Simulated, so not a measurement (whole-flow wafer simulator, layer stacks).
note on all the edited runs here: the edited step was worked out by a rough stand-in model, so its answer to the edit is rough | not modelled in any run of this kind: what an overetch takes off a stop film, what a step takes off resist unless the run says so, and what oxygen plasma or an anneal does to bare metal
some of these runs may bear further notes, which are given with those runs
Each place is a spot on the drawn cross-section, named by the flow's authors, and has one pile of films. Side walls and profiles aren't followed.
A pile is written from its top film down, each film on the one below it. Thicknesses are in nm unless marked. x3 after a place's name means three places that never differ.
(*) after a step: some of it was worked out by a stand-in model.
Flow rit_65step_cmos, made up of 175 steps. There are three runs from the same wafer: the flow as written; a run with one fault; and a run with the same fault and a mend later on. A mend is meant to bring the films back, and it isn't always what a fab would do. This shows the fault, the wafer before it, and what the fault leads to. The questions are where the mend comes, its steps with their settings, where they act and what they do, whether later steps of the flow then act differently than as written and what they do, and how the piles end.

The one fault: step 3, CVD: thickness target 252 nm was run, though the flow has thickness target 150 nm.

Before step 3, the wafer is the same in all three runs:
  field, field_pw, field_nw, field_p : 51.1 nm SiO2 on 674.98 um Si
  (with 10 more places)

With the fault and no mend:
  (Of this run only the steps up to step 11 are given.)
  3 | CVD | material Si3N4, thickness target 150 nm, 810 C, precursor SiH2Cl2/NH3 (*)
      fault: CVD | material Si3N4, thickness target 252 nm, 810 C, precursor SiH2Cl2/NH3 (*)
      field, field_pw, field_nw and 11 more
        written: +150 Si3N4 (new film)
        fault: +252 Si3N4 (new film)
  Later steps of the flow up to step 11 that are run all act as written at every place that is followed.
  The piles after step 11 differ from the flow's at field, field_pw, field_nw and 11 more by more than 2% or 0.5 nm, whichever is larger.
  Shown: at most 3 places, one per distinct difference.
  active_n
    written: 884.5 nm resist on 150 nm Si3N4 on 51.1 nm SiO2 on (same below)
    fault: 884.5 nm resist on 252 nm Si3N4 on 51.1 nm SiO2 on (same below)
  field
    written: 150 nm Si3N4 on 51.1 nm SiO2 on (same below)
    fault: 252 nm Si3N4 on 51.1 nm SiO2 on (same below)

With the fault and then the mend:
  The mend follows step 4.
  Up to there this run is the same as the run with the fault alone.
  4a | ETCH | chemistry h3po4, depth target 289.8 nm
      field, field_pw, field_nw and 11 more
        -252 Si3N4 (all of it)
  4b | CLEAN | chemistry SC2, 75 C, 600 s
      alters no film at any place that is followed
  4c | CVD | material Si3N4, thickness target 150 nm, 810 C, precursor SiH2Cl2/NH3 (*) (a further turn of the flow's step 3)
      field, field_pw, field_nw and 11 more
        +150 Si3N4 (new film)
  Later steps of the flow that are run all act as written at every place that is followed.
  At every place that both follow, the piles at the end match the flow's.
